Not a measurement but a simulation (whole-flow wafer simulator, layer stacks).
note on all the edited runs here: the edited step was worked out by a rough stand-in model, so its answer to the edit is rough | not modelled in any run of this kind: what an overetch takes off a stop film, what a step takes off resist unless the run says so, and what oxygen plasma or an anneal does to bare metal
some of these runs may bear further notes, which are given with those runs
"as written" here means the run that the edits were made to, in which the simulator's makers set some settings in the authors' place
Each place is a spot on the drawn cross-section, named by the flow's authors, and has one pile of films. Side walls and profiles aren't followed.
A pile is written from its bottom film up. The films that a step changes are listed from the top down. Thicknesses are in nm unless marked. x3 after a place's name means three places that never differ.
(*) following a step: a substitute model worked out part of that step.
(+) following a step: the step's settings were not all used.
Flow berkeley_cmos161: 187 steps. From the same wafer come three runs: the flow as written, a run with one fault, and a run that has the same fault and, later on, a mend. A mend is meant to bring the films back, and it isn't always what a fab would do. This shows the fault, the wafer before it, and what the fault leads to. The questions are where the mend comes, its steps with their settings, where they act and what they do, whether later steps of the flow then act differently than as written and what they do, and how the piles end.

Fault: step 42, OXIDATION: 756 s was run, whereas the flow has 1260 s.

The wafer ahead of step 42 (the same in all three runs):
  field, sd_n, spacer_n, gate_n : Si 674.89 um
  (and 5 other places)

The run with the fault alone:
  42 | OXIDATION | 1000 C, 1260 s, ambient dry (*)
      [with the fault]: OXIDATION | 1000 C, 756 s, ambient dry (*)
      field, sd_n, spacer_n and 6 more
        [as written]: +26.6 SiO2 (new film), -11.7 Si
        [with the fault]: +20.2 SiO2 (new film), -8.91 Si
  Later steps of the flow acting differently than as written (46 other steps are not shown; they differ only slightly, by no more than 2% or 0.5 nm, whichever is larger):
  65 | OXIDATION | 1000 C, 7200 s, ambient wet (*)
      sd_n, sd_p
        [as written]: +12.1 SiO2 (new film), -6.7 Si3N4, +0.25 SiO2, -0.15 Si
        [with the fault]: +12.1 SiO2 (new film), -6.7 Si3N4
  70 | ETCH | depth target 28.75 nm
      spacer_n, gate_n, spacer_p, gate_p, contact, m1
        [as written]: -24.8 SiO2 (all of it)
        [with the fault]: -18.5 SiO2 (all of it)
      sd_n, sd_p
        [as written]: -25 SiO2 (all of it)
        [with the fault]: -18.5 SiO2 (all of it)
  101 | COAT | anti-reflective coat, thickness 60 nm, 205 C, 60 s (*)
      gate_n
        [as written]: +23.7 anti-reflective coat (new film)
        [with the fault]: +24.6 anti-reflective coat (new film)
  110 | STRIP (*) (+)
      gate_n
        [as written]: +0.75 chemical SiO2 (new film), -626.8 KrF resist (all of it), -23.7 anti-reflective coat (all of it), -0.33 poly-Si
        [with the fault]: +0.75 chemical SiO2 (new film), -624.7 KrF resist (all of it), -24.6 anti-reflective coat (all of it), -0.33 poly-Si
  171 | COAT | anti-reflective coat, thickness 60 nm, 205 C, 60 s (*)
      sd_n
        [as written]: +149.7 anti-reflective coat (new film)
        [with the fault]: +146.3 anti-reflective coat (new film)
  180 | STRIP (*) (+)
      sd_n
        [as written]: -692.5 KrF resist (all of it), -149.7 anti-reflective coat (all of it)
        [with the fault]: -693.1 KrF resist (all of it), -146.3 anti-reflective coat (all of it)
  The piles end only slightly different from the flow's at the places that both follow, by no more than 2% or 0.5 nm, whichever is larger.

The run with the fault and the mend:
  The mend stands after step 42.
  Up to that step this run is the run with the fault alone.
  42a | OXIDATION | 1000 C, 504 s, ambient dry (*) (a further turn of the flow's step 42, with different settings)
      field, sd_n, spacer_n and 6 more
        +6.3 SiO2, -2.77 Si
  None of the later steps of the flow acts differently than as written at any place that is followed.
  At every place that both follow, the piles at the end match the flow's.
